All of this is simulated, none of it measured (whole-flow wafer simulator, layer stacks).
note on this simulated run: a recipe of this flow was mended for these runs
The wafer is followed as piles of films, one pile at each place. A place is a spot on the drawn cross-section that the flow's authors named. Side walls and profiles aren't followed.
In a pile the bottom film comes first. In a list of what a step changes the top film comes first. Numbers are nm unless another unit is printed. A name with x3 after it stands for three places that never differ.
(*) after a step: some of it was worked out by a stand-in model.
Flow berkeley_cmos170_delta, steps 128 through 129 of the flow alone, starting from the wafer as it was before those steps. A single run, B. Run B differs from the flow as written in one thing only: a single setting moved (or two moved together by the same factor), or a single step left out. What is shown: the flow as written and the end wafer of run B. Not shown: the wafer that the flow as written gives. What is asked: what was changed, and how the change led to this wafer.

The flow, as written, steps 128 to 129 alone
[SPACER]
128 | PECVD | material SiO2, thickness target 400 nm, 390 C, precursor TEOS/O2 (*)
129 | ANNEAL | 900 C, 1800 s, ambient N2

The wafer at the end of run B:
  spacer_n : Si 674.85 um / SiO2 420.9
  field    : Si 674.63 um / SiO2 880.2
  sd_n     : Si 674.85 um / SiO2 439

The reason: step 128, PECVD: thickness target 433 nm was run, while the flow as written has thickness target 400 nm.

How this came from the change, step by step:
  128 | PECVD | material SiO2, thickness target 400 nm, 390 C, precursor TEOS/O2 (*)
      field, sd_n, contact, m1: SiO2 gains 433 (as written it would have been: SiO2 gains 400)
      spacer_n, sd_p, spacer_p: SiO2 gains 415.2 (as written it would have been: SiO2 gains 383.7)
      (as well as at 2 more places)
